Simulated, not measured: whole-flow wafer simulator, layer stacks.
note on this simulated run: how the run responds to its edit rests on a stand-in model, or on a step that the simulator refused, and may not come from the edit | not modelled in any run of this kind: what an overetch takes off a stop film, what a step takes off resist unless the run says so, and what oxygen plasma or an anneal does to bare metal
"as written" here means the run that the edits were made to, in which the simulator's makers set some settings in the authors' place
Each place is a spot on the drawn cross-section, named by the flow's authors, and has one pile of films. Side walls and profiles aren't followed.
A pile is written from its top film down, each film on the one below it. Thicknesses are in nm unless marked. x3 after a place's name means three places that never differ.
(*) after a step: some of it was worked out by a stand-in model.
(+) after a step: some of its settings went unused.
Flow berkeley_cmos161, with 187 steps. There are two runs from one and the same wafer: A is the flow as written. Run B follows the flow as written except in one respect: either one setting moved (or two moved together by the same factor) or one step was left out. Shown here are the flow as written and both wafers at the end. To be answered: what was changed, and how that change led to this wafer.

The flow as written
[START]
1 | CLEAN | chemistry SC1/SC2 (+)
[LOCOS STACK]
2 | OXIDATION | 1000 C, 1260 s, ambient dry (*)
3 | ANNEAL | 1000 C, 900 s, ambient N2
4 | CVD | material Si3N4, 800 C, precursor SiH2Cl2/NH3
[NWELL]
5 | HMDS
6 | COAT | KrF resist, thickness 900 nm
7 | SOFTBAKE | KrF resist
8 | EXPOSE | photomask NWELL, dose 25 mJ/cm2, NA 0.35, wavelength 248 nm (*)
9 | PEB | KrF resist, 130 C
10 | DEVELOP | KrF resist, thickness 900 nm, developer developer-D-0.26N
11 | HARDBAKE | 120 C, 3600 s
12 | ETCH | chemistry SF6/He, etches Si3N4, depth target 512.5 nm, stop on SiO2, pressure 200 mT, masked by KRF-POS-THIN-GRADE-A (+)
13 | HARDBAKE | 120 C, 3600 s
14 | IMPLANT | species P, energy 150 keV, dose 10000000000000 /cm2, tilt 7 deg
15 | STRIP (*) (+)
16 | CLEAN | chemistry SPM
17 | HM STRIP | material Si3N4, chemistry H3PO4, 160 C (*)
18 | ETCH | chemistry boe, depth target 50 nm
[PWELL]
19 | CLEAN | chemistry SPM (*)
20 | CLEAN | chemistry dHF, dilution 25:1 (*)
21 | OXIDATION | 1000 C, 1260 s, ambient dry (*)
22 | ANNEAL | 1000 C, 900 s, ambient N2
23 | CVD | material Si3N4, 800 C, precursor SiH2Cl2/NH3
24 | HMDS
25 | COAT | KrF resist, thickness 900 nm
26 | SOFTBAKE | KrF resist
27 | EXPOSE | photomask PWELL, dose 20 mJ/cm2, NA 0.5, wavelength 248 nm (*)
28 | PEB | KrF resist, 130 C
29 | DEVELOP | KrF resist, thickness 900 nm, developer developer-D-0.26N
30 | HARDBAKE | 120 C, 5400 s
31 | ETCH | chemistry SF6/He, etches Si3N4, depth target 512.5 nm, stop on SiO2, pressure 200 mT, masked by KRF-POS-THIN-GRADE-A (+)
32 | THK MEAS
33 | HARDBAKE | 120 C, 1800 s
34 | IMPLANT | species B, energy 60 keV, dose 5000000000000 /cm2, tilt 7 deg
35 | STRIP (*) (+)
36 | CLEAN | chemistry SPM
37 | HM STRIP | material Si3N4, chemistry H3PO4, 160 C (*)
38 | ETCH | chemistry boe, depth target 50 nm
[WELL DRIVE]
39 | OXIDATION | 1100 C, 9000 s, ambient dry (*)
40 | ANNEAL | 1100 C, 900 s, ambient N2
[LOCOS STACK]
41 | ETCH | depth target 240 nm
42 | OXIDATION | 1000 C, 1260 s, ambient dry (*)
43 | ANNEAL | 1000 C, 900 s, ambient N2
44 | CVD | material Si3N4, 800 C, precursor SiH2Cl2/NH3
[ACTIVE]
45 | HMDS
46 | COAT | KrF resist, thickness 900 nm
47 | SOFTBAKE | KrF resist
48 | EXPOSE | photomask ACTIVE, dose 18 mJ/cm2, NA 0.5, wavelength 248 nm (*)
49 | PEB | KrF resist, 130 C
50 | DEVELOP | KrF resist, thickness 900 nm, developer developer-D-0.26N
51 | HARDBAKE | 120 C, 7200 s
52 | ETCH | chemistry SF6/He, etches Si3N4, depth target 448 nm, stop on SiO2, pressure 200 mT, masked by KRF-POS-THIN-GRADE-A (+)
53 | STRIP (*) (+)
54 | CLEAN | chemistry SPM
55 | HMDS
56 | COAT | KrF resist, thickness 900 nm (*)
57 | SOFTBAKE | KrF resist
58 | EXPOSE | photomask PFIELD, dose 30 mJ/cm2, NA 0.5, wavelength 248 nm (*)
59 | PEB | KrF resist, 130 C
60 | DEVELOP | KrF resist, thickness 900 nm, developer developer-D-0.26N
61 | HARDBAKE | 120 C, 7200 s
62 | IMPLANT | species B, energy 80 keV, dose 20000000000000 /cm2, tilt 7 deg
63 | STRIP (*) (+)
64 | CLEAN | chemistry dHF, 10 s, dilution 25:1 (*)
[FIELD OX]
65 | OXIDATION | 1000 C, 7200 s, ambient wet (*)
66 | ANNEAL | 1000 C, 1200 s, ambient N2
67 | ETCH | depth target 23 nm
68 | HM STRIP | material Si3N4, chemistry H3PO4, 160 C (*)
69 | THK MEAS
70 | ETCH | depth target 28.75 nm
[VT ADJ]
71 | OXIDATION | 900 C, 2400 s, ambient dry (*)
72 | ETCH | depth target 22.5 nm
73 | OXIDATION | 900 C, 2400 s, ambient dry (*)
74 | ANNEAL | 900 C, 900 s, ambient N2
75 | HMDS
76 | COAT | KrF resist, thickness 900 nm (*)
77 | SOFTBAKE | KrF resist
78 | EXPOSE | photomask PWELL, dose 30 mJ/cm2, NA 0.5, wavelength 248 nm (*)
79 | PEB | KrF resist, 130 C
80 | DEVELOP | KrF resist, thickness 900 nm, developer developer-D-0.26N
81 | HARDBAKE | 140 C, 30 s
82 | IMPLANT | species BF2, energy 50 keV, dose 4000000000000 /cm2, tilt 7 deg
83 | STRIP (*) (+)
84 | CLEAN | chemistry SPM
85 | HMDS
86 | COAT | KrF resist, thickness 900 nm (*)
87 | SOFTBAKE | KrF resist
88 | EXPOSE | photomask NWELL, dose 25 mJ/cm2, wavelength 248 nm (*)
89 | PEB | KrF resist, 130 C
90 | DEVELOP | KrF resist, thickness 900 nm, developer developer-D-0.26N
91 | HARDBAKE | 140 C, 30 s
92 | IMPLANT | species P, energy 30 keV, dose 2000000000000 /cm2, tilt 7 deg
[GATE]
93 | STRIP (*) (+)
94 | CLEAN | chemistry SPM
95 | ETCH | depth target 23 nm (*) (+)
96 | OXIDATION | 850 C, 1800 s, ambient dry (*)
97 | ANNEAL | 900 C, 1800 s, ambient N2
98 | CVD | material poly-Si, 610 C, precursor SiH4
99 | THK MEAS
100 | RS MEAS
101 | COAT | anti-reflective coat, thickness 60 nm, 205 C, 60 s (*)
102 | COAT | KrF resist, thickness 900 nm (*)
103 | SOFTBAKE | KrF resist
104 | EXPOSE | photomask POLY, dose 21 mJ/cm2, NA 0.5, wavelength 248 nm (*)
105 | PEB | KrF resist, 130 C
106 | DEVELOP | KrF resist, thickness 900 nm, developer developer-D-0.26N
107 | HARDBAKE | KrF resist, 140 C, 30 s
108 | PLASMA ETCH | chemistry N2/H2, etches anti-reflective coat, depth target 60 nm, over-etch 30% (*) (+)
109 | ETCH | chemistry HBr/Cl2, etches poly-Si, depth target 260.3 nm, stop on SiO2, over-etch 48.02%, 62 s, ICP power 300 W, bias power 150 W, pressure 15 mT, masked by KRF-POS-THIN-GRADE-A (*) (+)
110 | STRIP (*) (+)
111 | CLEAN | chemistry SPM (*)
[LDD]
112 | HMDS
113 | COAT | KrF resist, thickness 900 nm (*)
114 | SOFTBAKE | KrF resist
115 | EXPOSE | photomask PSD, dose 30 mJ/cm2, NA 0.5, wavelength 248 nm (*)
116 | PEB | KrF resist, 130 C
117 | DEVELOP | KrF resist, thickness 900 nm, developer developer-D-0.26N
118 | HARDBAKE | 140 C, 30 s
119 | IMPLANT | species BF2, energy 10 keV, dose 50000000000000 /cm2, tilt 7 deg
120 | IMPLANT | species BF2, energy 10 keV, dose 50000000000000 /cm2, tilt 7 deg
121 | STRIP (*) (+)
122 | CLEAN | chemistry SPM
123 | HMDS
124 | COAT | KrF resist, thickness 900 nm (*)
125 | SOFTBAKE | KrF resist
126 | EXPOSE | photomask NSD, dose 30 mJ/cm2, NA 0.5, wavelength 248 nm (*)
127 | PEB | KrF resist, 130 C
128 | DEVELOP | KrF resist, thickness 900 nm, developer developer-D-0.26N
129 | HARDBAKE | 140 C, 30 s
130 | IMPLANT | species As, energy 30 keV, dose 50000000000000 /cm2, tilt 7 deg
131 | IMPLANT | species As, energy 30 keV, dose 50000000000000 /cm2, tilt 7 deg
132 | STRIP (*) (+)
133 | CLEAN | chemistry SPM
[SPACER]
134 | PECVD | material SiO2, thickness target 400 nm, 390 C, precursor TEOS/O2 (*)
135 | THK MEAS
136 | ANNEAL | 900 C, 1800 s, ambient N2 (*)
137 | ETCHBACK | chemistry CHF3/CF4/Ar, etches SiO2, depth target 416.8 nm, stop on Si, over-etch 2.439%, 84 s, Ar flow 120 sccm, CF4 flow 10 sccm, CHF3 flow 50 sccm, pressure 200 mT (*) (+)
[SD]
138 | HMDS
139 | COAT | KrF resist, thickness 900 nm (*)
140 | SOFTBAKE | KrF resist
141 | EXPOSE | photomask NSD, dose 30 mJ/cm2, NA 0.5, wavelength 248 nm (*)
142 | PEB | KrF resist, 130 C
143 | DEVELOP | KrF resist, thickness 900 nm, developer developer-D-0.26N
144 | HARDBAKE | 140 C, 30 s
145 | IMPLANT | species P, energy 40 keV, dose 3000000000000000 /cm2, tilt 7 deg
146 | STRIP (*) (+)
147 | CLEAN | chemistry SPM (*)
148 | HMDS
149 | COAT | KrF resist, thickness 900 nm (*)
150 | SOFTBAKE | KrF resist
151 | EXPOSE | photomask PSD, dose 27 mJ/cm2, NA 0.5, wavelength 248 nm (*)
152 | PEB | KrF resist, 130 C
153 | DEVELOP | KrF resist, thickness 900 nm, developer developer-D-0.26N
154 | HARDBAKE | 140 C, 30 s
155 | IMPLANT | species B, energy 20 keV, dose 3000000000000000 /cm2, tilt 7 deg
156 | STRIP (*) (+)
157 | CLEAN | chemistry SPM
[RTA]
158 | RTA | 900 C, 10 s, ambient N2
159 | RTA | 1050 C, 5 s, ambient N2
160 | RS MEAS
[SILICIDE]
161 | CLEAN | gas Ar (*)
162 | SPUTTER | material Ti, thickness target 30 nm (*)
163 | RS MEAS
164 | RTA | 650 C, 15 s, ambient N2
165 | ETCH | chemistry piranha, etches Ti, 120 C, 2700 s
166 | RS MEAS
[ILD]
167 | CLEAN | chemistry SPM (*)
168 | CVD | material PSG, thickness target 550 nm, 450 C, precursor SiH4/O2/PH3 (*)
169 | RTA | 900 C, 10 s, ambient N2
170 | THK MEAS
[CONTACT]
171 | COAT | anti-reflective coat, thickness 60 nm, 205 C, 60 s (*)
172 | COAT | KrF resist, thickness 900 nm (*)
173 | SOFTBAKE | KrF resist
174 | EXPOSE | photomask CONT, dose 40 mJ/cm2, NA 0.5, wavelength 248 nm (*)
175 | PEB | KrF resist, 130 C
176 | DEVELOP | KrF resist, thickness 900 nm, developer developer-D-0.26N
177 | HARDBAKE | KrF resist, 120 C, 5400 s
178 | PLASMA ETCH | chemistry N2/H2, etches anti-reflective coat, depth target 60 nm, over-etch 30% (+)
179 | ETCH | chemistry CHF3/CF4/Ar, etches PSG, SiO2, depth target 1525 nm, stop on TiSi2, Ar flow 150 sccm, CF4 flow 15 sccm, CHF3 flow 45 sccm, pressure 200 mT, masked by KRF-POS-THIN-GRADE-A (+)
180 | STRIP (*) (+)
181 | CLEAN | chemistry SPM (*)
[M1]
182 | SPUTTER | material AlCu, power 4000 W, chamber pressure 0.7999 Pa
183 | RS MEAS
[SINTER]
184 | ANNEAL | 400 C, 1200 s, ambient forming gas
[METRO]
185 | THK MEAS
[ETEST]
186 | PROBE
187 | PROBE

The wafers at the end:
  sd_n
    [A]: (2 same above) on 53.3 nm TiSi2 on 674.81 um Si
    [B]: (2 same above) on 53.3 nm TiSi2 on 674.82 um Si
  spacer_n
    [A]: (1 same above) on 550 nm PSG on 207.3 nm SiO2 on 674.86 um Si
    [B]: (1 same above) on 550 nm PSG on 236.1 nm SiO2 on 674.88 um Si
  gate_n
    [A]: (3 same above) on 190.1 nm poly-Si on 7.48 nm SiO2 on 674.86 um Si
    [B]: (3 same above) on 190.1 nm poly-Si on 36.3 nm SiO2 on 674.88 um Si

The reason: step 41, ETCH: depth target 116 nm was run, whereas the flow has depth target 240 nm.

Step by step, how the change led to this:
  41 | ETCH | depth target 240 nm
      field, sd_n, spacer_n and 6 more: A SiO2 loses 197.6 (all of it) | B SiO2 loses 116
  42 | OXIDATION | 1000 C, 1260 s, ambient dry (*)
      field, sd_n, spacer_n and 6 more: A SiO2 gains 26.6 (new film), Si loses 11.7 | B SiO2 gains 12.6, Si loses 5.56
  65 | OXIDATION | 1000 C, 7200 s, ambient wet (*)
      gate_n, gate_p, m1: A SiO2 gains 12.1 (new film), Si3N4 loses 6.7 | B SiO2 gains 12.1 (new film), Si3N4 loses 6.7, SiO2 gains 0.16
      spacer_n, spacer_p: A SiO2 gains 12.1 (new film), Si3N4 loses 6.7 | B SiO2 gains 12.1 (new film), Si3N4 loses 6.7, SiO2 gains 0.22, Si loses 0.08
      (also at 4 further places)
  70 | ETCH | depth target 28.75 nm
      spacer_n, gate_n, spacer_p, gate_p, contact, m1: A SiO2 loses 24.8 (all of it) | B SiO2 loses 28.8
      sd_n, sd_p: A SiO2 loses 25 (all of it) | B SiO2 loses 28.8
  71 | OXIDATION | 900 C, 2400 s, ambient dry (*)
      gate_n, gate_p, m1: A SiO2 gains 14.9 (new film), Si loses 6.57 | B SiO2 gains 7.58, Si loses 3.34
      spacer_n, spacer_p: A SiO2 gains 14.9 (new film), Si loses 6.57 | B SiO2 gains 7.58, Si loses 3.33
      (also at 3 further places)
  72 | ETCH | depth target 22.5 nm
      sd_n, spacer_n, gate_n, sd_p, spacer_p, gate_p, contact, m1: A SiO2 loses 14.9 (all of it) | B SiO2 loses 22.5
  73 | OXIDATION | 900 C, 2400 s, ambient dry (*)
      spacer_n, gate_n, spacer_p, gate_p, contact, m1: A SiO2 gains 14.9 (new film), Si loses 6.57 | B SiO2 gains 7.07, Si loses 3.11
      sd_n: A SiO2 gains 14.9 (new film), Si loses 6.57 | B SiO2 gains 6.68, Si loses 2.94
      (also at 1 further place)
  95 | ETCH | depth target 23 nm (*) (+)
      sd_n, spacer_n, gate_n, sd_p, spacer_p, gate_p, contact, m1: A SiO2 loses 14.9 (all of it) | B SiO2 loses 23
  96 | OXIDATION | 850 C, 1800 s, ambient dry (*)
      spacer_n, spacer_p, contact: A SiO2 gains 7.48 (new film), Si loses 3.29 | B SiO2 gains 3.26, Si loses 1.44
      gate_n, gate_p, m1: A SiO2 gains 7.48 (new film), Si loses 3.29 | B SiO2 gains 3.27, Si loses 1.44
      (also at 2 further places)
  101 | COAT | anti-reflective coat, thickness 60 nm, 205 C, 60 s (*)
      sd_n: A anti-reflective coat gains 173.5 (new film) | B anti-reflective coat gains 166.6 (new film)
      spacer_n: A anti-reflective coat gains 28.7 (new film) | B anti-reflective coat gains 34 (new film)
      (also at 4 further places)
  108 | PLASMA ETCH | chemistry N2/H2, etches anti-reflective coat, depth target 60 nm, over-etch 30% (*) (+)
      sd_n: A anti-reflective coat loses 173.5 (all of it), poly-Si loses 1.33 | B anti-reflective coat loses 166.6 (all of it), poly-Si loses 1.28
      spacer_n: A anti-reflective coat loses 28.7 (all of it), poly-Si loses 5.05 | B anti-reflective coat loses 34 (all of it), poly-Si loses 4.68
      (also at 2 further places)
  110 | STRIP (*) (+)
      gate_n: A chemical SiO2 gains 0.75 (new film), KrF resist loses 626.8 (all of it), anti-reflective coat loses 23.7 (all of it), poly-Si loses 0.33 | B chemical SiO2 gains 0.75 (new film), KrF resist loses 625.8 (all of it), anti-reflective coat loses 29.2 (all of it), poly-Si loses 0.33
      gate_p: A chemical SiO2 gains 0.75 (new film), KrF resist loses 598.2 (all of it), anti-reflective coat loses 27.9 (all of it), poly-Si loses 0.33 | B chemical SiO2 gains 0.75 (new film), KrF resist loses 598 (all of it), anti-reflective coat loses 33.9 (all of it), poly-Si loses 0.33
  137 | ETCHBACK | chemistry CHF3/CF4/Ar, etches SiO2, depth target 416.8 nm, stop on Si, over-etch 2.439%, 84 s, Ar flow 120 sccm, CF4 flow 10 sccm, CHF3 flow 50 sccm, pressure 200 mT (*) (+)
      sd_n: A SiO2 loses 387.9 (all of it) | B SiO2 loses 427
      sd_p: A SiO2 loses 373.4 (all of it) | B SiO2 loses 418.6 (all of it)
      (also at 2 further places)
  139 | COAT | KrF resist, thickness 900 nm (*)
      sd_n: A KrF resist gains 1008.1 (new film) | B KrF resist gains 1029.6 (new film)
      sd_p: A KrF resist gains 1012.1 (new film) | B KrF resist gains 1035.3 (new film)
  143 | DEVELOP | KrF resist, thickness 900 nm, developer developer-D-0.26N
      sd_n: A KrF resist loses 1006.5 (all of it) | B KrF resist loses 1027.9 (all of it)
  144 | HARDBAKE | 140 C, 30 s
      sd_p: A KrF resist loses 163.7 | B KrF resist loses 167.5
  ... 9 other steps ...
  182 | SPUTTER | material AlCu, power 4000 W, chamber pressure 0.7999 Pa
      sd_p: A AlCu gains 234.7 (new film) | B AlCu gains 224.6 (new film)
